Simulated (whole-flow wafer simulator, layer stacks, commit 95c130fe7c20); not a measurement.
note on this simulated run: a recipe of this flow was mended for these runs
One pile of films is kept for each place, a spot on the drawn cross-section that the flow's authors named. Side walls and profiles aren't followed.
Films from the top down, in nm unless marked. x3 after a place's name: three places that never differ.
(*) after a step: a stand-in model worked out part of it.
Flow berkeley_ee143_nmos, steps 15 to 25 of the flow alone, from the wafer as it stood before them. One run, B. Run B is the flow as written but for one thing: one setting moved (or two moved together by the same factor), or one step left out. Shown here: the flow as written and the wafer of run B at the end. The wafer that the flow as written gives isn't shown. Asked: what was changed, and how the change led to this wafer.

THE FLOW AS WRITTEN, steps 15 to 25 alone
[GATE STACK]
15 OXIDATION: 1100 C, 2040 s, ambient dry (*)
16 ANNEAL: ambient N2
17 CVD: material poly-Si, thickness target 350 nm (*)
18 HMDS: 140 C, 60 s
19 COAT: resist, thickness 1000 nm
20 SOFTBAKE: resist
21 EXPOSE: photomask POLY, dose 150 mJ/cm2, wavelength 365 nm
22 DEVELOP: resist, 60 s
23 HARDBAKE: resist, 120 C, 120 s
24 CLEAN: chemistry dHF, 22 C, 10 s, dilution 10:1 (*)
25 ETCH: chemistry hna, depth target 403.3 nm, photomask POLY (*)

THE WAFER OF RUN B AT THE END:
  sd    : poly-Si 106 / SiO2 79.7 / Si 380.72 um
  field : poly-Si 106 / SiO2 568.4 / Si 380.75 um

The cause: step 25, ETCH: depth target 244 nm was run, where the flow has depth target 403.3 nm.

How the change led to this, step by step:
  25 ETCH: chemistry hna, depth target 403.3 nm, photomask POLY (*)
      sd, contact, field: poly-Si -244 (as written it would be: poly-Si -350 (all of it), SiO2 -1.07)
